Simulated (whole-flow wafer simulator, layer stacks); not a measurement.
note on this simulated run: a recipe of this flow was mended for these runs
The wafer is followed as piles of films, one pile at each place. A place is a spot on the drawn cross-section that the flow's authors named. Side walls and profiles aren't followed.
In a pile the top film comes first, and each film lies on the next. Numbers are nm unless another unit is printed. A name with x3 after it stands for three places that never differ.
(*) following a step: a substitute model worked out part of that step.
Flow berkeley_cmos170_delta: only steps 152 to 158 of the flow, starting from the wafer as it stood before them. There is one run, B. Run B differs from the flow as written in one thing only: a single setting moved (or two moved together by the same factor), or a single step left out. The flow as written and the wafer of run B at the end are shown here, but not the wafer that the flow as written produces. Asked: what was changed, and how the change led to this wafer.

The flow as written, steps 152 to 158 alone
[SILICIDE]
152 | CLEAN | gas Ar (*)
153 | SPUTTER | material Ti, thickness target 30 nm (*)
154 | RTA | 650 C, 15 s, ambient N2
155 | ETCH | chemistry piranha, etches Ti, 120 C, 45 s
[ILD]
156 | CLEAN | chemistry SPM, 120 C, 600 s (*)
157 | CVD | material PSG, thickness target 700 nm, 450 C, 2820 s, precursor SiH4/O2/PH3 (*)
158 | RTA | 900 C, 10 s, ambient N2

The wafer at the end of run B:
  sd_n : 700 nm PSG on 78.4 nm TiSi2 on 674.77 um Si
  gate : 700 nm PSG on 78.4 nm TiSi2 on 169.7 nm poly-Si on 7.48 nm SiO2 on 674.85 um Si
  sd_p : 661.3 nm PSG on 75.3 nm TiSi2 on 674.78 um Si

The reason: step 153, SPUTTER: thickness target 44 nm was run, whereas the flow has thickness target 30 nm.

Step by step, how the change led to this:
  153 | SPUTTER | material Ti, thickness target 30 nm (*)
      field, sd_n, spacer_n, gate, spacer_p, gate_p, contact x2: Ti gains 44 (new film) (it would be, as written: Ti gains 30 (new film))
      sd_p: Ti gains 40.4 (new film) (it would be, as written: Ti gains 27.5 (new film))
  154 | RTA | 650 C, 15 s, ambient N2
      sd_n, contact x2: Ti loses 32.8, TiSi first gains 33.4 (new film), TiSi2 C49 gains 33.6 (new film), Si loses 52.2 (it would be, as written: Ti loses 23.4, TiSi first gains 6.2 (new film), TiSi2 C49 gains 50.3 (new film), Si loses 49)
      gate, gate_p: Ti loses 32.8, TiSi first gains 33.4 (new film), TiSi2 C49 gains 33.6 (new film), poly-Si loses 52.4 (it would be, as written: Ti loses 23.4, TiSi first gains 6.2 (new film), TiSi2 C49 gains 50.3 (new film), poly-Si loses 49.2)
      (also at 1 further place)
  155 | ETCH | chemistry piranha, etches Ti, 120 C, 45 s
      sd_n, gate, gate_p, contact x2: Ti loses 11.2 (all of it), TiSi first loses 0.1 (it would be, as written: Ti loses 6.6 (all of it), TiSi first loses 0.1)
      field, spacer_n, spacer_p: Ti loses 44 (all of it) (it would be, as written: Ti loses 30 (all of it))
      (also at 1 further place)
  158 | RTA | 900 C, 10 s, ambient N2
      sd_n, contact x2: under 1 film: TiSi2 gains 78.4 (new film), TiSi first loses 33.3 (all of it), TiSi2 C49 loses 33.6 (all of it), Si loses 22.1 (it would be, as written: under 1 film: TiSi2 gains 55.9 (new film), TiSi first loses 6.09 (all of it), TiSi2 C49 loses 50.3 (all of it), Si loses 4.05)
      gate, gate_p: under 1 film: TiSi2 gains 78.4 (new film), TiSi first loses 33.3 (all of it), TiSi2 C49 loses 33.6 (all of it), poly-Si loses 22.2 (it would be, as written: under 1 film: TiSi2 gains 55.9 (new film), TiSi first loses 6.09 (all of it), TiSi2 C49 loses 50.3 (all of it), poly-Si loses 4.06)
      (also at 1 further place)
